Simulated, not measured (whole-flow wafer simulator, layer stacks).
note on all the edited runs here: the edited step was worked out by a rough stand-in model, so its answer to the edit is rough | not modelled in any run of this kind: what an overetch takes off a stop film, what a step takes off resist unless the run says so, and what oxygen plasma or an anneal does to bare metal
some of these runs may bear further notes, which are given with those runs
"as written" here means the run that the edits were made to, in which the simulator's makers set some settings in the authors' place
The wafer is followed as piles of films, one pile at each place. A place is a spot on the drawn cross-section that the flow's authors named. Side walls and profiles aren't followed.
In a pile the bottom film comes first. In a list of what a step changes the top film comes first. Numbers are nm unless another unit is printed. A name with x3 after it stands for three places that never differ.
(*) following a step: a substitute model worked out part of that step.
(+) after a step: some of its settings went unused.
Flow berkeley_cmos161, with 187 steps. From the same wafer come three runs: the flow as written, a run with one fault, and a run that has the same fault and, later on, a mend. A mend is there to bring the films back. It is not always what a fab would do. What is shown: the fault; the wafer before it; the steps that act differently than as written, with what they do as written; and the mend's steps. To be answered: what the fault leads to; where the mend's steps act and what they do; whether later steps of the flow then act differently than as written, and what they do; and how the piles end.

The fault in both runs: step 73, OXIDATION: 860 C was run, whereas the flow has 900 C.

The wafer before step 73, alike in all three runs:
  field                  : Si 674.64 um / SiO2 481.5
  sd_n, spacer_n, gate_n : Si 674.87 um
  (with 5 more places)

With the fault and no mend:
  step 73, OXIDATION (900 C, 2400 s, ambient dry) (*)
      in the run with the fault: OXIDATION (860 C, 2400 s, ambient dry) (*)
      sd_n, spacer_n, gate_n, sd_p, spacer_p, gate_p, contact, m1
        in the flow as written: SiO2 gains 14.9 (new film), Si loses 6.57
        in the run with the fault: SiO2 gains 9.92 (new film), Si loses 4.36
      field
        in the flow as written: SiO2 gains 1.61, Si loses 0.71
        in the run with the fault: SiO2 gains 0.77, Si loses 0.34
  Steps later in the flow that act otherwise than as written (49 more steps, not shown, differ only slightly: by at most 2% or 0.5 nm, whichever is larger):
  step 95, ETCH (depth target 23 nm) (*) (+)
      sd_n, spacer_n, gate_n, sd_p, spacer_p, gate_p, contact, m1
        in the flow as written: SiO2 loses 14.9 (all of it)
        in the run with the fault: SiO2 loses 9.92 (all of it)
  The piles end only slightly different from the flow's at the places that both follow, by no more than 2% or 0.5 nm, whichever is larger.

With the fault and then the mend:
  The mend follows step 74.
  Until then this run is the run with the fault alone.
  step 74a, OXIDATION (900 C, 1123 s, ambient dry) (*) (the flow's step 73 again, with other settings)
      sd_n, spacer_n, gate_n, sd_p, spacer_p, gate_p, contact, m1
        SiO2 gains 4.98, Si loses 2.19
      field
        SiO2 gains 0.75, Si loses 0.33
  Later steps of the flow that are run all act as written at every place that is followed, up to a difference of at most 2% or 0.5 nm, whichever is larger.
  The piles end only slightly different from the flow's at the places that both follow, by no more than 2% or 0.5 nm, whichever is larger.
